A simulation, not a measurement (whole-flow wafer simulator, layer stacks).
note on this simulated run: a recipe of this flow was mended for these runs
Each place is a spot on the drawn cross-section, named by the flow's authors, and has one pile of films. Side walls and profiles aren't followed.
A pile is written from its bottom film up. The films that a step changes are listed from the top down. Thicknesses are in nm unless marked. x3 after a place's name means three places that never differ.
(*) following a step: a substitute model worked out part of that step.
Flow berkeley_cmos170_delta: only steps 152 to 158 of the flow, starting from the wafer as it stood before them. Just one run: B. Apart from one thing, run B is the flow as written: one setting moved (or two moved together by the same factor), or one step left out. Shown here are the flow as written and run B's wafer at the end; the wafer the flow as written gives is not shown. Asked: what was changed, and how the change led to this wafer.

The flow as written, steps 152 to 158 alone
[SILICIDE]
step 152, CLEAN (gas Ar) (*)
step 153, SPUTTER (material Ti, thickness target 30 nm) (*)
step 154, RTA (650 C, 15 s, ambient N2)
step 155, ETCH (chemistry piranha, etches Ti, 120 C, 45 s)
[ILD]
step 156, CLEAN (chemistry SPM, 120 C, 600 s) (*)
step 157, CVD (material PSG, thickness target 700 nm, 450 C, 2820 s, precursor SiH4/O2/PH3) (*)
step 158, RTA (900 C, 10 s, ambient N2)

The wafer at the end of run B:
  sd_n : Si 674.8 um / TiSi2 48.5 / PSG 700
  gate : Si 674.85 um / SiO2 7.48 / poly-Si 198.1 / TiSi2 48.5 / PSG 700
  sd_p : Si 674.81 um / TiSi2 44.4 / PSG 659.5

What caused this: step 153, SPUTTER: thickness target 26 nm was run, though the flow has thickness target 30 nm.

Step by step, how the change led to this:
  step 153, SPUTTER (material Ti, thickness target 30 nm) (*)
      field, sd_n, spacer_n, gate, spacer_p, gate_p, contact x2: Ti gains 26 (new film) (it would be, as written: Ti gains 30 (new film))
      sd_p: Ti gains 23.8 (new film) (it would be, as written: Ti gains 27.5 (new film))
  step 154, RTA (650 C, 15 s, ambient N2)
      sd_n, contact x2: Ti loses 20.3, TiSi2 C49 gains 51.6 (new film), Si loses 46 (it would be, as written: Ti loses 23.4, TiSi first gains 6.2 (new film), TiSi2 C49 gains 50.3 (new film), Si loses 49)
      gate, gate_p: Ti loses 20.3, TiSi2 C49 gains 51.6 (new film), poly-Si loses 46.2 (it would be, as written: Ti loses 23.4, TiSi first gains 6.2 (new film), TiSi2 C49 gains 50.3 (new film), poly-Si loses 49.2)
      (also at 1 further place)
  step 155, ETCH (chemistry piranha, etches Ti, 120 C, 45 s)
      sd_n, gate, gate_p, contact x2: Ti loses 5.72 (all of it), TiSi2 C49 loses 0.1 (it would be, as written: Ti loses 6.6 (all of it), TiSi first loses 0.1)
      sd_p: Ti loses 5.25 (all of it), TiSi2 C49 loses 0.1 (it would be, as written: Ti loses 6.05 (all of it), TiSi first loses 0.1)
      (also at 3 further places)
  step 158, RTA (900 C, 10 s, ambient N2)
      sd_n, contact x2: under 1 film: TiSi2 gains 48.5 (new film), TiSi2 C49 loses 51.5 (all of it) (it would be, as written: under 1 film: TiSi2 gains 55.9 (new film), TiSi first loses 6.09 (all of it), TiSi2 C49 loses 50.3 (all of it), Si loses 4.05)
      gate, gate_p: under 1 film: TiSi2 gains 48.5 (new film), TiSi2 C49 loses 51.5 (all of it) (it would be, as written: under 1 film: TiSi2 gains 55.9 (new film), TiSi first loses 6.09 (all of it), TiSi2 C49 loses 50.3 (all of it), poly-Si loses 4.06)
      (also at 1 further place)
